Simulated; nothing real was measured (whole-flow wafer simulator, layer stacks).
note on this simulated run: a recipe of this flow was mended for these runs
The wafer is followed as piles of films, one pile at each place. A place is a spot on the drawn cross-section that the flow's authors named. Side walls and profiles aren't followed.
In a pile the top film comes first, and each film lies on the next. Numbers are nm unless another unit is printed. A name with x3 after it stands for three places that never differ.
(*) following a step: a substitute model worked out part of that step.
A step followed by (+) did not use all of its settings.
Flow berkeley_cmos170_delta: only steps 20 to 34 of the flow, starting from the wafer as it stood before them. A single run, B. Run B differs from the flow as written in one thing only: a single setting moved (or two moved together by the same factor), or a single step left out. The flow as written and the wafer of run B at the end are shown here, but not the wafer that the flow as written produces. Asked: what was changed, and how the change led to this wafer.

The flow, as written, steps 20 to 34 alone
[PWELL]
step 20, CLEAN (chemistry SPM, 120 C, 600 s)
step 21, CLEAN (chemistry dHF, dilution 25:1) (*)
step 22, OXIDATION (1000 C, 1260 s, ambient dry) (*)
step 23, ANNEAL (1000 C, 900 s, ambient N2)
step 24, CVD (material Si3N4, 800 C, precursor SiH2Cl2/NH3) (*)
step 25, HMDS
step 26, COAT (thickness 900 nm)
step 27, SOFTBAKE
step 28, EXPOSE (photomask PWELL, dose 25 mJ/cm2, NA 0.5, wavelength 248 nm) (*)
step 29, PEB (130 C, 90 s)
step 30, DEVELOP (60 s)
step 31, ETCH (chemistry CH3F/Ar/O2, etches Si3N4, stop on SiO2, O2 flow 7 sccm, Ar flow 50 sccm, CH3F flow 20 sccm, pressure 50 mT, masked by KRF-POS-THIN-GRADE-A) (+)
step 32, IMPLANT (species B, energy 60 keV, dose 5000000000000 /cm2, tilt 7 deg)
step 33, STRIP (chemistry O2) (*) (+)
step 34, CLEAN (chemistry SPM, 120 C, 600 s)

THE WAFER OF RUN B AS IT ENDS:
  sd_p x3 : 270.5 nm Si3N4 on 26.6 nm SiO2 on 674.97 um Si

Cause: step 24, CVD: 808 C was run, while the flow as written has 800 C.

The path from the change to this, step by step:
  step 24, CVD (material Si3N4, 800 C, precursor SiH2Cl2/NH3) (*)
      field x6, sd_p x3: +270.5 Si3N4 (new film) (as written it would have been: +243.8 Si3N4 (new film))
  step 31, ETCH (chemistry CH3F/Ar/O2, etches Si3N4, stop on SiO2, O2 flow 7 sccm, Ar flow 50 sccm, CH3F flow 20 sccm, pressure 50 mT, masked by KRF-POS-THIN-GRADE-A) (+)
      field x6: -270.5 Si3N4 (all of it), -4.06 SiO2 (as written it would have been: -243.8 Si3N4 (all of it), -4.06 SiO2)
      sd_p x3: -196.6 KrF-resist (as written it would have been: -178.8 KrF-resist)
  step 33, STRIP (chemistry O2) (*) (+)
      sd_p x3: -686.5 KrF-resist (all of it) (as written it would have been: -704.3 KrF-resist (all of it))
